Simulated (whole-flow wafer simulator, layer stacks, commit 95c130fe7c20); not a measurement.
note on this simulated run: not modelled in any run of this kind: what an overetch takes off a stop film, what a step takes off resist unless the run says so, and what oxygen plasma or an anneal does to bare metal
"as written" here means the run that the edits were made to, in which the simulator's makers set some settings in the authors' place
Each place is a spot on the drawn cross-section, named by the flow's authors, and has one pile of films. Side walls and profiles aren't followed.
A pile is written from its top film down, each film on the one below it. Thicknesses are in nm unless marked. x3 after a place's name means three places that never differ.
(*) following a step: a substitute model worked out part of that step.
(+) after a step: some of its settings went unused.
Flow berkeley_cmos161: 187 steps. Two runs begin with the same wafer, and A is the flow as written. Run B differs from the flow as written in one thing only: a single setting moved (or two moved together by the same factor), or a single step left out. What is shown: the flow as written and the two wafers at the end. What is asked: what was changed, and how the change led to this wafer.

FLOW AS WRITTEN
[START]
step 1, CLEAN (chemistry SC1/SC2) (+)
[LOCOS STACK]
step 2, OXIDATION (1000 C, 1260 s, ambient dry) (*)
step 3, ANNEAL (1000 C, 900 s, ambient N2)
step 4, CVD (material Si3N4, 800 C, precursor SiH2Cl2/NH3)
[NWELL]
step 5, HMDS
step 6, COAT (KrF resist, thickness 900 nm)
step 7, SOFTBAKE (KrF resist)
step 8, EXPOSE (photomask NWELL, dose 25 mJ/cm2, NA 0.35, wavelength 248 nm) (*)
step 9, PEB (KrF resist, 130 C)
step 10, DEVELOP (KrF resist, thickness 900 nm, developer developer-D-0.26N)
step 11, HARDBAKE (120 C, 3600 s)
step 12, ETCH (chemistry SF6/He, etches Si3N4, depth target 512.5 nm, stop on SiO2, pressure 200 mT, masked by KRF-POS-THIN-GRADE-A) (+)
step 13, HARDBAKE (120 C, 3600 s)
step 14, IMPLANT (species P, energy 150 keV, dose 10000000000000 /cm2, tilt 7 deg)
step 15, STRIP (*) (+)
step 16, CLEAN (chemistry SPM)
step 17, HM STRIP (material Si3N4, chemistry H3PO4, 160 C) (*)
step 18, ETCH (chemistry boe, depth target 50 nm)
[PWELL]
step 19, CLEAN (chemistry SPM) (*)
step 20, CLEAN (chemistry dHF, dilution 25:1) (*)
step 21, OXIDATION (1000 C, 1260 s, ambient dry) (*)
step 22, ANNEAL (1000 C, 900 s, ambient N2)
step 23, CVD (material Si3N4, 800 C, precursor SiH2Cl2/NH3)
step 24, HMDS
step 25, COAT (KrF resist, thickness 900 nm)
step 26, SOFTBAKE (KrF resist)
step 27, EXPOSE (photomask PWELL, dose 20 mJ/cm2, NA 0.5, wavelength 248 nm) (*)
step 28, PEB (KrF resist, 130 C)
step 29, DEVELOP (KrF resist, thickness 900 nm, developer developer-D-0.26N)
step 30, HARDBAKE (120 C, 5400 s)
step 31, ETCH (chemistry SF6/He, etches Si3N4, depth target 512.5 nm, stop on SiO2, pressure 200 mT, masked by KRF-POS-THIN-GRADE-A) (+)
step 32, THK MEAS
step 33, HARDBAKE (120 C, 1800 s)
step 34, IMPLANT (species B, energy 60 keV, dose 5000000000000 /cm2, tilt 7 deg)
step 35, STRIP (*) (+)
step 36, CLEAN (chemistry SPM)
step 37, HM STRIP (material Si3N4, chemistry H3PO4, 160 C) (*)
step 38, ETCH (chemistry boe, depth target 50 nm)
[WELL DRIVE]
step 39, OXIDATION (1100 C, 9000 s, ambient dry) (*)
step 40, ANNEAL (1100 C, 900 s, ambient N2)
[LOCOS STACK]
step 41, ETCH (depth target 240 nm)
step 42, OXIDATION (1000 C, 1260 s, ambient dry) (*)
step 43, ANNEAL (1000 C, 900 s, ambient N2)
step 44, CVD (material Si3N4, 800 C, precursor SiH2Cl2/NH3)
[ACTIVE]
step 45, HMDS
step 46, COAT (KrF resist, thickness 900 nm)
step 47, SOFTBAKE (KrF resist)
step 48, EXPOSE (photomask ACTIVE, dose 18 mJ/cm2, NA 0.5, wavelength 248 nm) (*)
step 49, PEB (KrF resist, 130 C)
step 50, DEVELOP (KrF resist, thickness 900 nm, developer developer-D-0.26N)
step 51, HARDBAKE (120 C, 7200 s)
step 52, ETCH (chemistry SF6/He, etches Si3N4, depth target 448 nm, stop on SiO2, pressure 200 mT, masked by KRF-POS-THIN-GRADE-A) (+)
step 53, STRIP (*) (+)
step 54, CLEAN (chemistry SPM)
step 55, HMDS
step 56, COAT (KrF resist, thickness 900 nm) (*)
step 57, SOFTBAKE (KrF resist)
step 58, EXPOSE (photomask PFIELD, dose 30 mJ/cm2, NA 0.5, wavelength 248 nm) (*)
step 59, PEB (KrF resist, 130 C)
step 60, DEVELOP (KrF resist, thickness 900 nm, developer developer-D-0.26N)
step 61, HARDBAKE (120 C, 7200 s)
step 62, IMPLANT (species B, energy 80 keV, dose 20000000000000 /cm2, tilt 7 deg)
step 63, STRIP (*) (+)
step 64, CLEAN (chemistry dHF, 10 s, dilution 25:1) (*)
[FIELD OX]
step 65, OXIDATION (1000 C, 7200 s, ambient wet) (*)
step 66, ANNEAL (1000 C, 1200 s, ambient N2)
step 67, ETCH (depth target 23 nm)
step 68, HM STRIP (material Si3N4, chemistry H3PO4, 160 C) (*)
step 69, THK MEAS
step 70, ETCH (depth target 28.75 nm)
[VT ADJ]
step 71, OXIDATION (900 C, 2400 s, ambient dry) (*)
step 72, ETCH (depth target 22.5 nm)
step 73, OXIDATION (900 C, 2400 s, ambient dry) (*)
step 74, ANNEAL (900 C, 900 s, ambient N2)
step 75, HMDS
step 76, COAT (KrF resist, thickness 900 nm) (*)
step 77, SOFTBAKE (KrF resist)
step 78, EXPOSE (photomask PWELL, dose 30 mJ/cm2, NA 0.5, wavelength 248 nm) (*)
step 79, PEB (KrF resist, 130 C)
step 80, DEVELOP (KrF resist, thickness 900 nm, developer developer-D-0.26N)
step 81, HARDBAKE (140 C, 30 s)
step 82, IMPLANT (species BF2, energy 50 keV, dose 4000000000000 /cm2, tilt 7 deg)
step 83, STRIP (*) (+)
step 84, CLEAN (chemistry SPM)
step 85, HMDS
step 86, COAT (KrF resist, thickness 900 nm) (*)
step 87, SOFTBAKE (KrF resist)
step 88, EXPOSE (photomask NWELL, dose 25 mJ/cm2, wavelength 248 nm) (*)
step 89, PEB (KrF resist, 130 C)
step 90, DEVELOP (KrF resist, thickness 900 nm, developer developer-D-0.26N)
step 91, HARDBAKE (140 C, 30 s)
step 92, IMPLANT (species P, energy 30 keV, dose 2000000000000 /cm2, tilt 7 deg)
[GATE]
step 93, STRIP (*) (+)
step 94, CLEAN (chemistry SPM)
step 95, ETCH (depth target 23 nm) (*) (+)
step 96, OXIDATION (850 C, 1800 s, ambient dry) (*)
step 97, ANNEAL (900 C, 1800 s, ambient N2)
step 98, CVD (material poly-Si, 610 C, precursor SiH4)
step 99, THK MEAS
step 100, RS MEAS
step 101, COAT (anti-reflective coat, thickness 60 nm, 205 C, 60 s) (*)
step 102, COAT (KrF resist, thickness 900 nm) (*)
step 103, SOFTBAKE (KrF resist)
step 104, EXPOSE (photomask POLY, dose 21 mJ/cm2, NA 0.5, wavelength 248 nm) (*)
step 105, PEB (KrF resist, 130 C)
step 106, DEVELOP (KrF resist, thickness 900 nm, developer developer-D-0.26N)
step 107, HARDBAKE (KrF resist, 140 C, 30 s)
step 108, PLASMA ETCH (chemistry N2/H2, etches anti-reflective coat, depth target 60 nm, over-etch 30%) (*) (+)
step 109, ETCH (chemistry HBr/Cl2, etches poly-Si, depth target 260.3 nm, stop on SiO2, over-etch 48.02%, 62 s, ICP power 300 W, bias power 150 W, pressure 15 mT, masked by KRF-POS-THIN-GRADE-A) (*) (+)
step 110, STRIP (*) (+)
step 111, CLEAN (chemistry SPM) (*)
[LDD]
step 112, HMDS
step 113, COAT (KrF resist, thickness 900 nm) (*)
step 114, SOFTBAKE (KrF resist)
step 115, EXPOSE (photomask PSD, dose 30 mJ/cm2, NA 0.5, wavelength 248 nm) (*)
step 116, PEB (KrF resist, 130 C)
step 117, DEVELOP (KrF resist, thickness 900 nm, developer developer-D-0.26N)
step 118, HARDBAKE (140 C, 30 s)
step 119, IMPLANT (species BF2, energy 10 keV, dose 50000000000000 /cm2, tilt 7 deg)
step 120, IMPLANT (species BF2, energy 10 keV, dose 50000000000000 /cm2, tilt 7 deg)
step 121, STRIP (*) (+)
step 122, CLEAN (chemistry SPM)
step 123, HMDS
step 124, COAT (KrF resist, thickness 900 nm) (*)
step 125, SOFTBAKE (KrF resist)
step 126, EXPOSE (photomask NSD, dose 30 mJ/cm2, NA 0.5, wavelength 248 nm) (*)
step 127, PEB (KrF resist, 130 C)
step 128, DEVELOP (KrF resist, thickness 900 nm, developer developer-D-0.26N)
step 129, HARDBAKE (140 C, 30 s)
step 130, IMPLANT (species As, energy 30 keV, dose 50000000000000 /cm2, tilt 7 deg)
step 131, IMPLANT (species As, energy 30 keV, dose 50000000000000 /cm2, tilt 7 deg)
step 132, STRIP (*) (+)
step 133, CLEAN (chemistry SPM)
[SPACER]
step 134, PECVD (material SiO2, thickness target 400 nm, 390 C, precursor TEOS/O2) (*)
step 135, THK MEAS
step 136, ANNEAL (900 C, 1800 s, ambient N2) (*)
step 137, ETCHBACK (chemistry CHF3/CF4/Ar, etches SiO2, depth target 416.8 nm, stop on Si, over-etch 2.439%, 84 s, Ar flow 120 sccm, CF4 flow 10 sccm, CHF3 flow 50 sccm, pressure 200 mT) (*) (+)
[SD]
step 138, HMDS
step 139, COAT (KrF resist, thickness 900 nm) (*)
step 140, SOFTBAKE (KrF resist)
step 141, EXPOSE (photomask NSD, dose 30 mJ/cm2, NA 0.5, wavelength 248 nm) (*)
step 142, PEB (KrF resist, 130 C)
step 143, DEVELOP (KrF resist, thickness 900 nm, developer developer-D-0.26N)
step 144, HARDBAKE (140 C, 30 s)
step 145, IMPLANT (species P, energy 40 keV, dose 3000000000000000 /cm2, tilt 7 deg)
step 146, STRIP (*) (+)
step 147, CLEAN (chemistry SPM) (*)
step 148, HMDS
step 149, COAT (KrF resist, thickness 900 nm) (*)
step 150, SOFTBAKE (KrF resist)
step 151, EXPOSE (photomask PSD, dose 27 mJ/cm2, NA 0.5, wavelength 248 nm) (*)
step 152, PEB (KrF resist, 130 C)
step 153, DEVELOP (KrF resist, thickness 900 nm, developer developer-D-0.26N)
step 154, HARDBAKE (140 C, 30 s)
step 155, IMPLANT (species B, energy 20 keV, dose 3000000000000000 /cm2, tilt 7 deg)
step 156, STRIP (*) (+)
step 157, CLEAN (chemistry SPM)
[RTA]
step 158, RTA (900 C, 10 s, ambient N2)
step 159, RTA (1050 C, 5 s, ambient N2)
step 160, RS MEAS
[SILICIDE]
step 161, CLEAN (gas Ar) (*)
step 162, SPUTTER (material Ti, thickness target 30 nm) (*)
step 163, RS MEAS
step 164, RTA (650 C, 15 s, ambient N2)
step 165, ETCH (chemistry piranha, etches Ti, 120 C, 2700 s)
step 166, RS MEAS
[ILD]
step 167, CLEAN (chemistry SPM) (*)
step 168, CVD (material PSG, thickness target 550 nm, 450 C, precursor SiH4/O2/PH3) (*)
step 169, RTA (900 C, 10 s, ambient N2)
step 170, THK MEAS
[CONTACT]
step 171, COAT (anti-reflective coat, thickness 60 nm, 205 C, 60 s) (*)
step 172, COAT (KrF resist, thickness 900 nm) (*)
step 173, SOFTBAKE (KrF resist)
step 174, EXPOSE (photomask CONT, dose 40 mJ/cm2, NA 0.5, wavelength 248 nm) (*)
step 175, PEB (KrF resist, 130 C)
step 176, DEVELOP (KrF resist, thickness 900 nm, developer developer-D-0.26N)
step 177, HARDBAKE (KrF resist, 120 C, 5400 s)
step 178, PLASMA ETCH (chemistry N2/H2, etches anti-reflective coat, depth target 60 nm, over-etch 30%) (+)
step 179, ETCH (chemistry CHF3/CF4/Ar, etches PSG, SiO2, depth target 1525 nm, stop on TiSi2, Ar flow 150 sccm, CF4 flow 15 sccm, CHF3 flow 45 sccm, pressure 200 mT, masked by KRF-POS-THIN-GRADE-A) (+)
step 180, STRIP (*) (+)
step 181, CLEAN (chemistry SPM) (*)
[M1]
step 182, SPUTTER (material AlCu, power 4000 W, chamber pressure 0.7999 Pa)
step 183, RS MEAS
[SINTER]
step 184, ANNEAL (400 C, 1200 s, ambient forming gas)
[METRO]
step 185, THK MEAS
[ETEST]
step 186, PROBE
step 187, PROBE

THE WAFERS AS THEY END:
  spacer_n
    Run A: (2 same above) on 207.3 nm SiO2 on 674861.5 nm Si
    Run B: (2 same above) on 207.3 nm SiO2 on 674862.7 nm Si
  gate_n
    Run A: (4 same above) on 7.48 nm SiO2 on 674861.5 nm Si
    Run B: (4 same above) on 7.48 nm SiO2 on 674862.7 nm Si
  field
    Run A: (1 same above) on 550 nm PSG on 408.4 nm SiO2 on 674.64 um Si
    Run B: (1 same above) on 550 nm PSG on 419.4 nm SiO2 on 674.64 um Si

Cause: step 72, ETCH: depth target 11.45 nm was run, while the flow as written has depth target 22.5 nm.

How this came from the change, step by step:
  step 72, ETCH (depth target 22.5 nm)
      sd_n, spacer_n, gate_n, sd_p, spacer_p, gate_p, contact, m1: A SiO2 loses 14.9 (all of it) | B SiO2 loses 11.4
      field: A SiO2 loses 22.5 | B SiO2 loses 11.4
  step 73, OXIDATION (900 C, 2400 s, ambient dry) (*)
      sd_n, spacer_n, gate_n, sd_p, spacer_p, gate_p, contact, m1: A SiO2 gains 14.9 (new film), Si loses 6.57 | B SiO2 gains 12.1, Si loses 5.32
  step 95, ETCH (depth target 23 nm) (*) (+)
      sd_n, spacer_n, gate_n, sd_p, spacer_p, gate_p, contact, m1: A SiO2 loses 14.9 (all of it) | B SiO2 loses 15.6 (all of it)
  step 101, COAT (anti-reflective coat, thickness 60 nm, 205 C, 60 s) (*)
      sd_n: A anti-reflective coat gains 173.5 (new film) | B anti-reflective coat gains 181.5 (new film)
      spacer_n: A anti-reflective coat gains 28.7 (new film) | B anti-reflective coat gains 26.9 (new film)
      (also at 4 further places)
  step 108, PLASMA ETCH (chemistry N2/H2, etches anti-reflective coat, depth target 60 nm, over-etch 30%) (*) (+)
      sd_n: A anti-reflective coat loses 173.5 (all of it), poly-Si loses 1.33 | B anti-reflective coat loses 181.5 (all of it), poly-Si loses 1.4
      spacer_n: A anti-reflective coat loses 28.7 (all of it), poly-Si loses 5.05 | B anti-reflective coat loses 26.9 (all of it), poly-Si loses 5.36
      (also at 2 further places)
  step 110, STRIP (*) (+)
      gate_n: A chemical SiO2 gains 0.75 (new film), KrF resist loses 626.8 (all of it), anti-reflective coat loses 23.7 (all of it), poly-Si loses 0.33 | B chemical SiO2 gains 0.75 (new film), KrF resist loses 633.3 (all of it), anti-reflective coat loses 21.9 (all of it), poly-Si loses 0.33
      gate_p: A chemical SiO2 gains 0.75 (new film), KrF resist loses 598.2 (all of it), anti-reflective coat loses 27.9 (all of it), poly-Si loses 0.33 | B chemical SiO2 gains 0.75 (new film), KrF resist loses 602 (all of it), anti-reflective coat loses 27 (all of it), poly-Si loses 0.33
  step 171, COAT (anti-reflective coat, thickness 60 nm, 205 C, 60 s) (*)
      sd_n: A anti-reflective coat gains 149.7 (new film) | B anti-reflective coat gains 157.8 (new film)
      m1: A anti-reflective coat gains 97.8 (new film) | B anti-reflective coat gains 100.1 (new film)
  step 180, STRIP (*) (+)
      sd_n: A KrF resist loses 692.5 (all of it), anti-reflective coat loses 149.7 (all of it) | B KrF resist loses 690.8 (all of it), anti-reflective coat loses 157.8 (all of it)
      m1: A KrF resist loses 739.9 (all of it), anti-reflective coat loses 97.8 (all of it) | B KrF resist loses 743.6 (all of it), anti-reflective coat loses 100.1 (all of it)
